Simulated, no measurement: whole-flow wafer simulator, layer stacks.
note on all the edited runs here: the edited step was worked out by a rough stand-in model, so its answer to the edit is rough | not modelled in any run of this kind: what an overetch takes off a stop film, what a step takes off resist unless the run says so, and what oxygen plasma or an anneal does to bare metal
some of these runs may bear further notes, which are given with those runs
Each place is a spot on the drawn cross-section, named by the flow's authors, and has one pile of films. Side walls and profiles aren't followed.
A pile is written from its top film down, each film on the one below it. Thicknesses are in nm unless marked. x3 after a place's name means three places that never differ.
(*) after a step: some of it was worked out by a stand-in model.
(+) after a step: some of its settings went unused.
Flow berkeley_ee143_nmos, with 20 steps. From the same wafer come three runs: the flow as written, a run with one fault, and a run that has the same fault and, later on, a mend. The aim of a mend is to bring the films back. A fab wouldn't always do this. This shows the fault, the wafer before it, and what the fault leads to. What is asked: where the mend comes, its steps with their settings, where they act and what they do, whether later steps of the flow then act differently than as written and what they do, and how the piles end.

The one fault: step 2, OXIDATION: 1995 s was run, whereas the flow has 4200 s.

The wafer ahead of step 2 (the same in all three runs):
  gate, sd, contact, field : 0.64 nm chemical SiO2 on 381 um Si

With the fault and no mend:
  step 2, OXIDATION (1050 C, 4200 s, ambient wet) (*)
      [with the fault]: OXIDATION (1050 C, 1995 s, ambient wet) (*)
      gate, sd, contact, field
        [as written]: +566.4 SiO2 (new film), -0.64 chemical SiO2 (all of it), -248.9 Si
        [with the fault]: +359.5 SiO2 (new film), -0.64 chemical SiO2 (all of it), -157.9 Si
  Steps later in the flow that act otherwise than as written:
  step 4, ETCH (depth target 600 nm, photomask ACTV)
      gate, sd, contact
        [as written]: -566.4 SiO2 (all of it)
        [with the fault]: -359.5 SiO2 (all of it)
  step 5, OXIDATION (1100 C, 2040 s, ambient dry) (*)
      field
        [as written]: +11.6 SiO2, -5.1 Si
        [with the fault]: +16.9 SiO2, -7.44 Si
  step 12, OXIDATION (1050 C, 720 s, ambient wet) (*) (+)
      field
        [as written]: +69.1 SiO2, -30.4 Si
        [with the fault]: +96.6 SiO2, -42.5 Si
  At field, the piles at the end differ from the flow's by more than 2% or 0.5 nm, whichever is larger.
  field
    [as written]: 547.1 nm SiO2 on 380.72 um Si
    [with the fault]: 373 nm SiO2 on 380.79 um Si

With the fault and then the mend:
  After step 2 comes the mend.
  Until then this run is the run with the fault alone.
  step 2a, OXIDATION (1050 C, 2205 s, ambient wet) (*) (the flow's step 2 again, with other settings)
      gate, sd, contact, field
        +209 SiO2, -92 Si
  Later steps of the flow that are run all act as written at every place that is followed, up to a difference of at most 2% or 0.5 nm, whichever is larger.
  The piles end only slightly different from the flow's at the places that both follow, by no more than 2% or 0.5 nm, whichever is larger.
